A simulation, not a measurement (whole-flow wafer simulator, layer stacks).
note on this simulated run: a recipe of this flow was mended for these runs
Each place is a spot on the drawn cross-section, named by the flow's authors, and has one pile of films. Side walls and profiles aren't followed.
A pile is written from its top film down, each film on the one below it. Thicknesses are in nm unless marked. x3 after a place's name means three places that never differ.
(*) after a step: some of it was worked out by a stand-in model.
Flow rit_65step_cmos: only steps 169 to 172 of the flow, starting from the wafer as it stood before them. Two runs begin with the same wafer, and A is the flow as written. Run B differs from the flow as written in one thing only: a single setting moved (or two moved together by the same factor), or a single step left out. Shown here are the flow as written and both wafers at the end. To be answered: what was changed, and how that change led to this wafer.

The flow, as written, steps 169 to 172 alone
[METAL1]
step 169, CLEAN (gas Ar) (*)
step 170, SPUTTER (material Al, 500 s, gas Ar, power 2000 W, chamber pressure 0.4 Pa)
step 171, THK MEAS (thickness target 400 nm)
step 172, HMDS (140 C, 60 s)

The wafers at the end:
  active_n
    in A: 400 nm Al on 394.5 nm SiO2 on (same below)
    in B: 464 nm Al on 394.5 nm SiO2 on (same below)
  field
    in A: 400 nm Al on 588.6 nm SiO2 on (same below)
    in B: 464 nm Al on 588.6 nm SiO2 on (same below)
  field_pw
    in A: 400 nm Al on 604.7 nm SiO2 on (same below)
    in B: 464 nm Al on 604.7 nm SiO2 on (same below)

The reason: step 170, SPUTTER: 580 s was run, while the flow as written has 500 s.

The path from the change to this, step by step:
  step 170, SPUTTER (material Al, 500 s, gas Ar, power 2000 W, chamber pressure 0.4 Pa)
      field, field_pw, field_nw and 10 more: A +400 Al (new film) | B +464 Al (new film)
      contact: A +255.4 Al (new film) | B +292 Al (new film)
